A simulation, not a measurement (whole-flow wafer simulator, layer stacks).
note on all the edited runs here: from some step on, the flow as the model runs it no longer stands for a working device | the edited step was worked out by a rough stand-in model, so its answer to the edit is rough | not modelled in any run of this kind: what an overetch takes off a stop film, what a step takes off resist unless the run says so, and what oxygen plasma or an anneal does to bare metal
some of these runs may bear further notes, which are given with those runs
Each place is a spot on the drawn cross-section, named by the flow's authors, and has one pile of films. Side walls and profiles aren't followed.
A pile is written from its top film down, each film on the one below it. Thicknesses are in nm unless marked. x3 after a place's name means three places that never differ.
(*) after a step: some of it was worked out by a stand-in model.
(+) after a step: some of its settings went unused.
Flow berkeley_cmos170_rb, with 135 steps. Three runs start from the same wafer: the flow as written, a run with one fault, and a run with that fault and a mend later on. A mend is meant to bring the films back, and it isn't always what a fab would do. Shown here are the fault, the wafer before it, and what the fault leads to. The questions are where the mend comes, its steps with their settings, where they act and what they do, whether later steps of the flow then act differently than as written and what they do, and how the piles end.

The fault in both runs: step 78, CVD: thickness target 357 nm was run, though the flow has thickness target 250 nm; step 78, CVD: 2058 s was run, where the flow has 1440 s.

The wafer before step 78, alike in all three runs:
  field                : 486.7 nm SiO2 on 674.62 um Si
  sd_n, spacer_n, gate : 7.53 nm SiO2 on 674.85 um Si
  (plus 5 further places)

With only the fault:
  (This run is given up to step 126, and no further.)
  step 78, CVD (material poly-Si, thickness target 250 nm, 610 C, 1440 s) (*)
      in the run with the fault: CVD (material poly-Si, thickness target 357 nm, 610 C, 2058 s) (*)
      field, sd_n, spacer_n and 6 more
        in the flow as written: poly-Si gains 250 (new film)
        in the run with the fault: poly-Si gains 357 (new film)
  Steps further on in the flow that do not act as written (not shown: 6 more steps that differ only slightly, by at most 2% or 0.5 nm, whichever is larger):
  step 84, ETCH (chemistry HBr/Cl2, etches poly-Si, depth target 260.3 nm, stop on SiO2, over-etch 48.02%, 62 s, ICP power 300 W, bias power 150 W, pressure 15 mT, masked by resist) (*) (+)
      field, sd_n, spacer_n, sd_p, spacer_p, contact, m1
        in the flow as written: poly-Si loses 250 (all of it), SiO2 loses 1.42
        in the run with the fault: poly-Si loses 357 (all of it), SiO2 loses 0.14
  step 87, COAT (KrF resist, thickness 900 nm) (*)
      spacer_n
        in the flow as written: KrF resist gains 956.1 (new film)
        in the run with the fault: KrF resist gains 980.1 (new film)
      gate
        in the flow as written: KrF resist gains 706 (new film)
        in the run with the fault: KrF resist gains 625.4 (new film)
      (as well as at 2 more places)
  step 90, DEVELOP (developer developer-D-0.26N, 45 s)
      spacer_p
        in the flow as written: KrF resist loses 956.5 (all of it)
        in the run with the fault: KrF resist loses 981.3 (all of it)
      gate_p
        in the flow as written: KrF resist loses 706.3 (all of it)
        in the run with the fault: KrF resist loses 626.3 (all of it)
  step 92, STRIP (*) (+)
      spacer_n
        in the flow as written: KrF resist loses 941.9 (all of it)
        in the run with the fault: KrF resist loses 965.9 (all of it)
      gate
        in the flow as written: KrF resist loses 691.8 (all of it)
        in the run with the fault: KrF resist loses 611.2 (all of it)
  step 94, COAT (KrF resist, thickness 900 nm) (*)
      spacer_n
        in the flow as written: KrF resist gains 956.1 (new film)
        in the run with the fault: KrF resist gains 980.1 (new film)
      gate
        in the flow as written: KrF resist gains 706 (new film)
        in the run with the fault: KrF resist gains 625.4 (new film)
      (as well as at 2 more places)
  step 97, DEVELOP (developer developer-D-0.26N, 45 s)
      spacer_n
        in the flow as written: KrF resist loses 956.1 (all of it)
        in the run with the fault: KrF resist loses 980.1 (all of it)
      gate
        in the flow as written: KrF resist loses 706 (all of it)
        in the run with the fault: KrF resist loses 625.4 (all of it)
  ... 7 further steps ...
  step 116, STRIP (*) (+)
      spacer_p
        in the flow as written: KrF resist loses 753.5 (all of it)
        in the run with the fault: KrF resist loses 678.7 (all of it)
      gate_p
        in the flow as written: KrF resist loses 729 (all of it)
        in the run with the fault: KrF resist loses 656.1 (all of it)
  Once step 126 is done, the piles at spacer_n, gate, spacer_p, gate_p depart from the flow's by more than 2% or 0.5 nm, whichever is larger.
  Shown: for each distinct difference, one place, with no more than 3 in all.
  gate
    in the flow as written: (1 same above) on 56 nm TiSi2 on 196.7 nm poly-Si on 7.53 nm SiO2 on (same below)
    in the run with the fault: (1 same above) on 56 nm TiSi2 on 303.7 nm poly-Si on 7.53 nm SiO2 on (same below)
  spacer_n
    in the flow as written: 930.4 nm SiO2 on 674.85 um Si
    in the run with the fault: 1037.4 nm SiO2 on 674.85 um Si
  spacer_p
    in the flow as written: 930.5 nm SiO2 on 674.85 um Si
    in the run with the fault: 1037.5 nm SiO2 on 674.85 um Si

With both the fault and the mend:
  The mend follows step 78.
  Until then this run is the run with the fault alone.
  step 78a, ETCH (chemistry tmah, depth target 107 nm)
      field, sd_n, spacer_n and 6 more
        poly-Si loses 107
  Every later step of the flow that is run acts as written at every place that is followed.
  By the end, the piles equal the flow's at every place that both follow.
